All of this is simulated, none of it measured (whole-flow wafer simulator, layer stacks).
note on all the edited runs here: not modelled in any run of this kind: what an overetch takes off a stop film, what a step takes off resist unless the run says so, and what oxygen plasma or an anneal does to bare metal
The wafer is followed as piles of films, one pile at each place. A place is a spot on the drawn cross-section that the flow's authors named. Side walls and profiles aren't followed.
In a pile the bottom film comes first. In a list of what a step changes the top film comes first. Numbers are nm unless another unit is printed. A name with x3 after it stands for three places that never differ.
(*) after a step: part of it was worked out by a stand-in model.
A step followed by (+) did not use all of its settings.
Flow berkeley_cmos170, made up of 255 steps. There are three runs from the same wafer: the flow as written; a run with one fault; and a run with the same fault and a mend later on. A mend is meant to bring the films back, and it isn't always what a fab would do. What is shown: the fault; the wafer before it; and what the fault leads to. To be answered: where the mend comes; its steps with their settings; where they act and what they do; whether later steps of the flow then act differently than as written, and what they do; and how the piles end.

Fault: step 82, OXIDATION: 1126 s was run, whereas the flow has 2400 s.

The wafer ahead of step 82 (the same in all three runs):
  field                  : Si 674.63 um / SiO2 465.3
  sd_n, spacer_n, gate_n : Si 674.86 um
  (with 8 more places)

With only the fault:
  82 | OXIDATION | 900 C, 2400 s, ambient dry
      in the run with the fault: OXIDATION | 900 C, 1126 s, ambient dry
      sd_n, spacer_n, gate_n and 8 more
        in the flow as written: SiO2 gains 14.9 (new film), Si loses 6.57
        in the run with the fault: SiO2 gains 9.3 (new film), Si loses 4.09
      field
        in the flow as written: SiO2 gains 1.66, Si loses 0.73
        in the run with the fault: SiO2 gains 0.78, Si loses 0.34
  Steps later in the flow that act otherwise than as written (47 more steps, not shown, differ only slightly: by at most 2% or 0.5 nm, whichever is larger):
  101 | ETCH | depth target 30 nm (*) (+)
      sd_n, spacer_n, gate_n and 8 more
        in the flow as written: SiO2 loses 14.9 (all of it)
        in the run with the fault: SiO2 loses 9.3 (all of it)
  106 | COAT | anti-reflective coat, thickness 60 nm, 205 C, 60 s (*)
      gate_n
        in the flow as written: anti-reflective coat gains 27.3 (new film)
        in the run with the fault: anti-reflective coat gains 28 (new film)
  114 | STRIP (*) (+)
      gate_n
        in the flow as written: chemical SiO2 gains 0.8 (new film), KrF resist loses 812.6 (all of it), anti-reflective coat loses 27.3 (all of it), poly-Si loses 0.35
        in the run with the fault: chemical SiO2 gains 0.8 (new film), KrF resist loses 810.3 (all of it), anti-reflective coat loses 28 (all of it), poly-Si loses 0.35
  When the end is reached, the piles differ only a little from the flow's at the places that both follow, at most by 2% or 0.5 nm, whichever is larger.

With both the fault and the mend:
  The mend follows step 82.
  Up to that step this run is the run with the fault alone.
  82a | OXIDATION | 900 C, 1274 s, ambient dry (the flow's step 82, run once more with other settings)
      sd_n, spacer_n, gate_n and 8 more
        SiO2 gains 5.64, Si loses 2.48
      field
        SiO2 gains 0.88, Si loses 0.39
  None of the later steps of the flow acts differently than as written at any place that is followed.
  The piles end the same as the flow's at every place that both follow.
